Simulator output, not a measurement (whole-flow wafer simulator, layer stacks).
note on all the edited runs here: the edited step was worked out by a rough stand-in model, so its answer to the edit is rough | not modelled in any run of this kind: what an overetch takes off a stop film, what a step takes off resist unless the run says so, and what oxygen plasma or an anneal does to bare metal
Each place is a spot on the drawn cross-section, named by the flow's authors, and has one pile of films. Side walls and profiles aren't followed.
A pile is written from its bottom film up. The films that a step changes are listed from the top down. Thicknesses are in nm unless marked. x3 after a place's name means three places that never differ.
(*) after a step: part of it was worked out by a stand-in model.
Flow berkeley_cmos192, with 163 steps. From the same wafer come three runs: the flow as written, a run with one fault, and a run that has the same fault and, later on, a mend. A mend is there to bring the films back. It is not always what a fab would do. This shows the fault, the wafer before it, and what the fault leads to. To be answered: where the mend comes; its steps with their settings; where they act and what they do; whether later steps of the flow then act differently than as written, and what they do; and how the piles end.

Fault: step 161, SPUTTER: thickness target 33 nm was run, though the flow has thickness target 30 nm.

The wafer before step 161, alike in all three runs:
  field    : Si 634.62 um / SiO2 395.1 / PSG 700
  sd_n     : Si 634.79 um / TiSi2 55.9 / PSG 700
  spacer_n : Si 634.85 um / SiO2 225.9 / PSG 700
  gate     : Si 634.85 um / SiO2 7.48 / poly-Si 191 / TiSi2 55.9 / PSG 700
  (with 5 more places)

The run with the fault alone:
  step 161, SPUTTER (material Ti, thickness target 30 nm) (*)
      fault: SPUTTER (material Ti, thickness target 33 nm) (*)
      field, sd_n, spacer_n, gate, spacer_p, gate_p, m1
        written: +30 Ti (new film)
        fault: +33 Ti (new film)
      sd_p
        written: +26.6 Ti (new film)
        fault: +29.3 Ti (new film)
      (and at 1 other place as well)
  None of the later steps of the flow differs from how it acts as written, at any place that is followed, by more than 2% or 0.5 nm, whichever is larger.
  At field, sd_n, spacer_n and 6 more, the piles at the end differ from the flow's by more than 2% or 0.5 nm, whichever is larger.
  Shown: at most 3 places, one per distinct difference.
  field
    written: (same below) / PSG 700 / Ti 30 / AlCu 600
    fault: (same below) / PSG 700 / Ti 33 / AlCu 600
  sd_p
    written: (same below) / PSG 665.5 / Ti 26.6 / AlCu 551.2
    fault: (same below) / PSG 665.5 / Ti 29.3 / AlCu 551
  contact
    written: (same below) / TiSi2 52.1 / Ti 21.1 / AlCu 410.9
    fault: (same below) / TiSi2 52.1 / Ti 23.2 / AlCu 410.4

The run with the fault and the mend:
  The mend follows step 161.
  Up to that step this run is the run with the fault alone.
  step 161a, ETCH (chemistry piranha, etches Ti, 120 C, 57 s) (the flow's step 148, run once more with other settings)
      field, sd_n, spacer_n, gate, spacer_p, gate_p, m1
        -33 Ti (all of it)
      sd_p
        -29.3 Ti (all of it)
      contact
        -23.2 Ti (all of it), -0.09 TiSi2
  step 161b, SPUTTER (material Ti, thickness target 30 nm) (*) (the flow's step 161, run once more)
      field, sd_n, spacer_n, gate, spacer_p, gate_p, m1
        +30 Ti (new film)
      sd_p
        +26.6 Ti (new film)
      contact
        +21.1 Ti (new film)
  None of the later steps of the flow acts differently than as written at any place that is followed.
  The piles end only slightly different from the flow's at the places that both follow, by no more than 2% or 0.5 nm, whichever is larger.
